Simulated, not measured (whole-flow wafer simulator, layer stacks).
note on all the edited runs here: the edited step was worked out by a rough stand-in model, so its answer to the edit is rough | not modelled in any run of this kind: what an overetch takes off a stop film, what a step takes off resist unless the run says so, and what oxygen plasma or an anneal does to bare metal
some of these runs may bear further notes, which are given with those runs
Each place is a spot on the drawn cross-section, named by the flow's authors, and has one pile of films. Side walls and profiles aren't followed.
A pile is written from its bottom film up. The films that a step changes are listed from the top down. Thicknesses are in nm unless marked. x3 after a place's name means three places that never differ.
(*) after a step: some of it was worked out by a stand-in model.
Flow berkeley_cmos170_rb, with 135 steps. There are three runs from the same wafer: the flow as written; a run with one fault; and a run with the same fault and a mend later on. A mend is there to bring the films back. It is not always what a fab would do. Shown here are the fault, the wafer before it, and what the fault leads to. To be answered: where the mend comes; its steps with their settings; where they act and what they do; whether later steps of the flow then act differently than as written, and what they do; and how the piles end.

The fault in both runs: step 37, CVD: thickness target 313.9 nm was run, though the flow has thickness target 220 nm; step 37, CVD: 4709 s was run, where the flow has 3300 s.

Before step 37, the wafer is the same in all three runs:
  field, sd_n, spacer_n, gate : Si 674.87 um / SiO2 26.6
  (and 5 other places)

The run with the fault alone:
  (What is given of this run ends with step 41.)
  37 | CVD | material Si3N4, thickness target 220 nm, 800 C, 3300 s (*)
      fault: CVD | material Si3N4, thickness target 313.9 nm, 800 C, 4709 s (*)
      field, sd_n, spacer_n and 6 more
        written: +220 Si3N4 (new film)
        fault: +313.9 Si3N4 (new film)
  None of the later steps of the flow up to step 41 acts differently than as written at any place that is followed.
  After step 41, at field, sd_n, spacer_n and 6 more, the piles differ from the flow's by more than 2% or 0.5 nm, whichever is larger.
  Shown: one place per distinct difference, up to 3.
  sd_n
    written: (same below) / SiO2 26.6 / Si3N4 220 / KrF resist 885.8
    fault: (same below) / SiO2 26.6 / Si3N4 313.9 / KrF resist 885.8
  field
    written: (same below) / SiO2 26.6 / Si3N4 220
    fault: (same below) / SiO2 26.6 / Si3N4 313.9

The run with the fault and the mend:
  After step 37 comes the mend.
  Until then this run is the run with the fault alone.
  37a | ETCH | chemistry h3po4, depth target 361.3 nm (a further turn of the flow's step 30, with different settings)
      field, sd_n, spacer_n and 6 more
        -313.9 Si3N4 (all of it)
  37b | CLEAN (*)
      leaves every film unchanged at each place that is followed
  37c | CVD | material Si3N4, thickness target 220 nm, 800 C, 3300 s (*) (a further turn of the flow's step 37)
      field, sd_n, spacer_n and 6 more
        +220 Si3N4 (new film)
  None of the later steps of the flow acts differently than as written at any place that is followed.
  The piles end the same as the flow's at every place that both follow.
